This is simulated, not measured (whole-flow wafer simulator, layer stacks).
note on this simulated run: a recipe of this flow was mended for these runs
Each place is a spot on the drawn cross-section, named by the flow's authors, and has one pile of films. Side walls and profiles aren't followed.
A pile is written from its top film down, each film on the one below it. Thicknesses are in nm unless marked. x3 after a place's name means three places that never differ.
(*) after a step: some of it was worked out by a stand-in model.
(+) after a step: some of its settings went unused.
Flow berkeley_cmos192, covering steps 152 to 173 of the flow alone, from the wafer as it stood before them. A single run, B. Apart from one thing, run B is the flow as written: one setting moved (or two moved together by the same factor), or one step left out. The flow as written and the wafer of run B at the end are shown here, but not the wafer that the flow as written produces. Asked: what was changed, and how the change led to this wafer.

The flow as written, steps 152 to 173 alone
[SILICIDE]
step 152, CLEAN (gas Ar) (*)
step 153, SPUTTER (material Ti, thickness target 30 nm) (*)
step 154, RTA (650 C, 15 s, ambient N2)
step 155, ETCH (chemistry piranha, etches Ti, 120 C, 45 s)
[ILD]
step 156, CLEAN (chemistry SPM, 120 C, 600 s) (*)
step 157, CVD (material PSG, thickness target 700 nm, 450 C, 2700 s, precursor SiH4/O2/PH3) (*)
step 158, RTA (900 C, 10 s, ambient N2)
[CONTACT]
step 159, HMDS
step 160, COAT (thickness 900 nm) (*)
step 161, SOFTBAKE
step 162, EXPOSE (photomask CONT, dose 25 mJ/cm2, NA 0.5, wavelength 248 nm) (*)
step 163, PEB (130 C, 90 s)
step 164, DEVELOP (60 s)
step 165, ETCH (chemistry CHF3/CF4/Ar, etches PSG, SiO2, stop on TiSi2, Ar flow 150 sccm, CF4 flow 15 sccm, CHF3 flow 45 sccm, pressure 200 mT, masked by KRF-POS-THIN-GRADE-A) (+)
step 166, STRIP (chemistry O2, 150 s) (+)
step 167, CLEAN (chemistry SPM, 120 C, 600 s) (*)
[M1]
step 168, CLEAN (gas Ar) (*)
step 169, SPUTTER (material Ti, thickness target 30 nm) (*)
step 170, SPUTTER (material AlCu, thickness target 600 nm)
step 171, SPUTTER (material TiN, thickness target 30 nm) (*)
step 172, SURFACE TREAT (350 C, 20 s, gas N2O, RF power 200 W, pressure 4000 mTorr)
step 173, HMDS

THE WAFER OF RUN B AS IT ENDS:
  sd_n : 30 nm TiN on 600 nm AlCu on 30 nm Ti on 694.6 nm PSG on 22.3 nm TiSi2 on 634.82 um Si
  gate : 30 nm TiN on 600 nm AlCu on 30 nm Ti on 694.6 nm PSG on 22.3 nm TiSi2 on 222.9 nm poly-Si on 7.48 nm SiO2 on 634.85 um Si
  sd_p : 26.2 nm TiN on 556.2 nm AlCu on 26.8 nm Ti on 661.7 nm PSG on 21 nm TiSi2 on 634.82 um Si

Cause: step 153, SPUTTER: thickness target 12 nm was run, though the flow has thickness target 30 nm.

How this came from the change, step by step:
  step 153, SPUTTER (material Ti, thickness target 30 nm) (*)
      field, sd_n, spacer_n, gate, spacer_p, gate_p, contact, m1: Ti gains 12 (new film) (it would be, as written: Ti gains 30 (new film))
      sd_p: Ti gains 11.3 (new film) (it would be, as written: Ti gains 28.2 (new film))
  step 154, RTA (650 C, 15 s, ambient N2)
      sd_n, contact, m1: Ti loses 9.36, TiSi2 C49 gains 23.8 (new film), Si loses 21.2 (it would be, as written: Ti loses 23.4, TiSi first gains 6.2 (new film), TiSi2 C49 gains 50.3 (new film), Si loses 49)
      gate, gate_p: Ti loses 9.36, TiSi2 C49 gains 23.8 (new film), poly-Si loses 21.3 (it would be, as written: Ti loses 23.4, TiSi first gains 6.2 (new film), TiSi2 C49 gains 50.3 (new film), poly-Si loses 49.2)
      (and at 1 other place as well)
  step 155, ETCH (chemistry piranha, etches Ti, 120 C, 45 s)
      sd_n, gate, gate_p, contact, m1: Ti loses 2.64 (all of it), TiSi2 C49 loses 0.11 (it would be, as written: Ti loses 6.6 (all of it), TiSi first loses 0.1)
      sd_p: Ti loses 2.48 (all of it), TiSi2 C49 loses 0.11 (it would be, as written: Ti loses 6.21 (all of it), TiSi first loses 0.1)
      (and at 3 other places as well)
  step 158, RTA (900 C, 10 s, ambient N2)
      sd_n, contact, m1: under 1 film: TiSi2 gains 22.3 (new film), TiSi2 C49 loses 23.7 (all of it) (it would be, as written: under 1 film: TiSi2 gains 55.9 (new film), TiSi first loses 6.09 (all of it), TiSi2 C49 loses 50.3 (all of it), Si loses 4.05)
      gate, gate_p: under 1 film: TiSi2 gains 22.3 (new film), TiSi2 C49 loses 23.7 (all of it) (it would be, as written: under 1 film: TiSi2 gains 55.9 (new film), TiSi first loses 6.09 (all of it), TiSi2 C49 loses 50.3 (all of it), poly-Si loses 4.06)
      (and at 1 other place as well)
